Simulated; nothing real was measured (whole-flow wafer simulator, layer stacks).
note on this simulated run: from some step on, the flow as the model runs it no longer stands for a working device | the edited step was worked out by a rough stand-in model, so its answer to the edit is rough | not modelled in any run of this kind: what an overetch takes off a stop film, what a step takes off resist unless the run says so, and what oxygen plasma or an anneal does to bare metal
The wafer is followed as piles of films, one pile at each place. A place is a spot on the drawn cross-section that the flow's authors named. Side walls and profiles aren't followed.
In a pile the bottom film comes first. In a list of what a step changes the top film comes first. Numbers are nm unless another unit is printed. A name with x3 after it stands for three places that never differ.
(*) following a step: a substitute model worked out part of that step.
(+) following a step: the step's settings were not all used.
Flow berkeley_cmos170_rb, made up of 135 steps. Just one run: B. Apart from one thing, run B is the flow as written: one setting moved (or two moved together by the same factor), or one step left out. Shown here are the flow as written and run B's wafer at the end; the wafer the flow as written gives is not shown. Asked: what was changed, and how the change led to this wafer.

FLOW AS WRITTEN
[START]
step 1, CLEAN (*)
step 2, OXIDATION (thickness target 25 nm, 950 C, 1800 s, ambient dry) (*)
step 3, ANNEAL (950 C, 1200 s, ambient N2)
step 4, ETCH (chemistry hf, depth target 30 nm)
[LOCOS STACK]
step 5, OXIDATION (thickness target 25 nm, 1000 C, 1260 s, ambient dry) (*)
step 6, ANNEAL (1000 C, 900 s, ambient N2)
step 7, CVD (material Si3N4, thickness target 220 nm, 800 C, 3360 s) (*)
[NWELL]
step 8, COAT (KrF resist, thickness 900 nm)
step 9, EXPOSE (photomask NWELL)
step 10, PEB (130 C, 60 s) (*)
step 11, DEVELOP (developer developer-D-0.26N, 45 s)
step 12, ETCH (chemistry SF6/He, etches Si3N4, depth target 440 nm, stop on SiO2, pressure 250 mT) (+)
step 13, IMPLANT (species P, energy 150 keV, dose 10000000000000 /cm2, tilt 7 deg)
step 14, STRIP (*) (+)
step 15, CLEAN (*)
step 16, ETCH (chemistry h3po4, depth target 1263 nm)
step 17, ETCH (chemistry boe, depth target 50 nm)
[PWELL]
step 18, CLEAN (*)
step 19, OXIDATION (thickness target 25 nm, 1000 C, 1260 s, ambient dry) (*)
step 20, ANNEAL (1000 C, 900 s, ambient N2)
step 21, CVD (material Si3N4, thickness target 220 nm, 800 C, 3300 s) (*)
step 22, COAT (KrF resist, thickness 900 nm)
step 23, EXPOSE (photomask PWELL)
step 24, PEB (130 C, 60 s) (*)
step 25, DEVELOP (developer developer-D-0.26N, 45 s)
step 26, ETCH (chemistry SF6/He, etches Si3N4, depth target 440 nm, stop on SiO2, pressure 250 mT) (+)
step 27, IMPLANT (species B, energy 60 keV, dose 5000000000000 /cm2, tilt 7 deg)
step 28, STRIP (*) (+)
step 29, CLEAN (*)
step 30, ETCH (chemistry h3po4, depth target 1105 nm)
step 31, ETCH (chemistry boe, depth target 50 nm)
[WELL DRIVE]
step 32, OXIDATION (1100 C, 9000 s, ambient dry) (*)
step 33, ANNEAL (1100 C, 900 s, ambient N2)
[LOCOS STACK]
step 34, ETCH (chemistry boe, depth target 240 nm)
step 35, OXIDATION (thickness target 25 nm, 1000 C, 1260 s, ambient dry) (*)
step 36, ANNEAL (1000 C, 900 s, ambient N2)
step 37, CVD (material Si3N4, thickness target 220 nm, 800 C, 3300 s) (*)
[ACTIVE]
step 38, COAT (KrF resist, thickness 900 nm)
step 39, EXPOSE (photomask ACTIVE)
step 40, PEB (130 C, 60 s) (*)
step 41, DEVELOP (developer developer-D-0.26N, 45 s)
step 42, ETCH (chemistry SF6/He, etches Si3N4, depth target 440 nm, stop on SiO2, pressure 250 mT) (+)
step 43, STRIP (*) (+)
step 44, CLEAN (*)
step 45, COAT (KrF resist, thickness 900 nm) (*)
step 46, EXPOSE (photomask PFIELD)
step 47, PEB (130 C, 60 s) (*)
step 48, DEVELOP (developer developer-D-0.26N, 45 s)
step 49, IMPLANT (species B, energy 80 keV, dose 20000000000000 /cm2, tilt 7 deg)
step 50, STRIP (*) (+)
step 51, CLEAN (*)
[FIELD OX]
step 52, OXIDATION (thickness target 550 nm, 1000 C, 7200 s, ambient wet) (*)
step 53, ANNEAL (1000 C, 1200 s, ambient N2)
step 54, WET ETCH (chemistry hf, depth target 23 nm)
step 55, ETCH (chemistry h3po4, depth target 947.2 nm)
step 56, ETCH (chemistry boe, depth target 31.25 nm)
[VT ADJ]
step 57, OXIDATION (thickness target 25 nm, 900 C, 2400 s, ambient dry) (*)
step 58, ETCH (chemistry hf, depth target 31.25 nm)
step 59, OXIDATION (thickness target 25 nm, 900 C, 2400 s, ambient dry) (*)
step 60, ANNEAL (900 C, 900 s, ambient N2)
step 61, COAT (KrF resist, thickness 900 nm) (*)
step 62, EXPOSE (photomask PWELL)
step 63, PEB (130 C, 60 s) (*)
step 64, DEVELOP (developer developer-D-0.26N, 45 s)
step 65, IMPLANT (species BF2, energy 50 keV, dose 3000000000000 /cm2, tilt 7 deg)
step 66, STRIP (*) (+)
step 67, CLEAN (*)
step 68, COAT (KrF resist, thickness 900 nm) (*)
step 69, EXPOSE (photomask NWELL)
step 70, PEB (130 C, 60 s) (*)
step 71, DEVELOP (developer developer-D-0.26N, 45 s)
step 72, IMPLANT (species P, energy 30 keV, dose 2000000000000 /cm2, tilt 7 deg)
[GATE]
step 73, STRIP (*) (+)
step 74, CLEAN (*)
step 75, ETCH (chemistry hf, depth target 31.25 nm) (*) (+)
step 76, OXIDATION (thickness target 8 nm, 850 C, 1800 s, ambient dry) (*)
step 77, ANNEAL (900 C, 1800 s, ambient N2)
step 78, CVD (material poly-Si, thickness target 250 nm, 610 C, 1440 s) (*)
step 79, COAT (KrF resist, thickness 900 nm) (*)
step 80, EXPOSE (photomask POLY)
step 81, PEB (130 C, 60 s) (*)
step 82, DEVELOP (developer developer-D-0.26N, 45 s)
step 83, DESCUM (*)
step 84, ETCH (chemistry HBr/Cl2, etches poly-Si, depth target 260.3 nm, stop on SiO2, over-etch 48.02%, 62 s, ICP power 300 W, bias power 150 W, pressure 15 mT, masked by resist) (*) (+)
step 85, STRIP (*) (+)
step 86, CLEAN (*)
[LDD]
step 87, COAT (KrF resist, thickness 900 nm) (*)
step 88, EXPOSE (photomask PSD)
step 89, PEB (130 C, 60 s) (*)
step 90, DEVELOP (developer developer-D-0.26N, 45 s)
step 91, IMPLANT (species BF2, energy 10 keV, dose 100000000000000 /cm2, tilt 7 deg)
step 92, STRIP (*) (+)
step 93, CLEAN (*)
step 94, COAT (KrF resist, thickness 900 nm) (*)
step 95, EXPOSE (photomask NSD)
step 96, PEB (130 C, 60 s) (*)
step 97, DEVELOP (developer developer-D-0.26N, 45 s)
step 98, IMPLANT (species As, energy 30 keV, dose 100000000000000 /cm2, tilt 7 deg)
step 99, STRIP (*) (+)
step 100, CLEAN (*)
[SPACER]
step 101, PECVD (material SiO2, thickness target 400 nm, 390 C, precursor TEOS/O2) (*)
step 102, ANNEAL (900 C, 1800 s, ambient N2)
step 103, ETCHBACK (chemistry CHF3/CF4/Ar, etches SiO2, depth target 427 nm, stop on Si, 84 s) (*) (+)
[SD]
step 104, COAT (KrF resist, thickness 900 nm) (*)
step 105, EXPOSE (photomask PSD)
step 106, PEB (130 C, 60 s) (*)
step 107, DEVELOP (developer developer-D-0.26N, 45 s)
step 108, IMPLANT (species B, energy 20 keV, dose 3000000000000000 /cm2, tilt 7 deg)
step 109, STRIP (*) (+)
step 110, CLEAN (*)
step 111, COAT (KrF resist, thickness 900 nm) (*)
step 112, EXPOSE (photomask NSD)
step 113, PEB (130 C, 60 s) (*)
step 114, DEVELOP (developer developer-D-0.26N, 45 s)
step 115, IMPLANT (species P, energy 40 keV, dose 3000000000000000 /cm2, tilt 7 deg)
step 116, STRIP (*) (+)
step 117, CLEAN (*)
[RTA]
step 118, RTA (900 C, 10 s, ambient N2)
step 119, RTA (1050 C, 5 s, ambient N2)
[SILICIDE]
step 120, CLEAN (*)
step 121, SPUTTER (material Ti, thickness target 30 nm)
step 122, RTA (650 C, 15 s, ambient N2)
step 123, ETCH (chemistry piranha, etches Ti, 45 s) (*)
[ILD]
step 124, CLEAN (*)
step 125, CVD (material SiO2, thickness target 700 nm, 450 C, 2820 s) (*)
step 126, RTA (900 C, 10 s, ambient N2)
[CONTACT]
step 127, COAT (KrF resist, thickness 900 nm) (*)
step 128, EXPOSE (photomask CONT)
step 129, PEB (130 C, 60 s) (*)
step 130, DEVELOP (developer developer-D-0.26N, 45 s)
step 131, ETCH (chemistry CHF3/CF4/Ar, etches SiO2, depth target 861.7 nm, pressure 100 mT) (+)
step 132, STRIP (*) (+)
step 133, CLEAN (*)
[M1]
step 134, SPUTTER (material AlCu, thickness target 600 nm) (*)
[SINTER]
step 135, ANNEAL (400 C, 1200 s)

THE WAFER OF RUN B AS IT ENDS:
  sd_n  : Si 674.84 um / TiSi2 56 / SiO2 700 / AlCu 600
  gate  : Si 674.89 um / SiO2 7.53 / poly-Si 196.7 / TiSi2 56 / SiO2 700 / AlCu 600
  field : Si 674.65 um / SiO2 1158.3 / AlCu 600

What caused this: step 32, OXIDATION: 3600 s was run, whereas the flow has 9000 s.

How this came from the change, step by step:
  step 32, OXIDATION (1100 C, 9000 s, ambient dry) (*)
      field, sd_n, spacer_n and 6 more: +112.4 SiO2 (new film), -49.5 Si (in the flow as written it would be: +197.6 SiO2 (new film), -86.9 Si)
  step 34, ETCH (chemistry boe, depth target 240 nm)
      field, sd_n, spacer_n and 6 more: -112.4 SiO2 (all of it) (in the flow as written it would be: -197.6 SiO2 (all of it))
